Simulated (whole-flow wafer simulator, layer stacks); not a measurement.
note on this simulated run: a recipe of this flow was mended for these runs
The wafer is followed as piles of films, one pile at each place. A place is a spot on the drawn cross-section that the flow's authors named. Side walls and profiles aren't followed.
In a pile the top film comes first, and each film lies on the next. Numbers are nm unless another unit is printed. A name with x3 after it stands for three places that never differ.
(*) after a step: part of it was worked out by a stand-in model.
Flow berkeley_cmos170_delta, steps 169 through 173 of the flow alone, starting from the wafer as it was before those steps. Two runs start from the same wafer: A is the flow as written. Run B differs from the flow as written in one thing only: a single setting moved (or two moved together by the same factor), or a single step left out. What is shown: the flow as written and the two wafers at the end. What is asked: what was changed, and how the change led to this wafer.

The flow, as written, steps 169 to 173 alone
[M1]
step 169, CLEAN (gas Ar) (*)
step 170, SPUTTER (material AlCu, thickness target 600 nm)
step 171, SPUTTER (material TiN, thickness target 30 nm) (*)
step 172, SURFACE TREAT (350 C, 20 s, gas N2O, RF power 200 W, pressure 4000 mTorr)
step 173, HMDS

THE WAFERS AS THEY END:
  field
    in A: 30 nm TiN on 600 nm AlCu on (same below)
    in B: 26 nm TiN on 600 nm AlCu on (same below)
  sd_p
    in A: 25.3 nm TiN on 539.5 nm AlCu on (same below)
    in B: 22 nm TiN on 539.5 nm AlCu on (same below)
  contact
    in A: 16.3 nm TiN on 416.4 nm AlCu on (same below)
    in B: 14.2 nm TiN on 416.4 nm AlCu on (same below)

Cause: step 171, SPUTTER: thickness target 26 nm was run, whereas the flow has thickness target 30 nm.
The wafer lets one read it off: field has TiN 26, and step 171 as written asks for 30 nm.

Step by step, how the change led to this:
  step 171, SPUTTER (material TiN, thickness target 30 nm) (*)
      field, sd_n, spacer_n, gate, spacer_p, gate_p, m1: A TiN gains 30 (new film) | B TiN gains 26 (new film)
      sd_p: A TiN gains 25.3 (new film) | B TiN gains 22 (new film)
      (as well as at 1 more place)
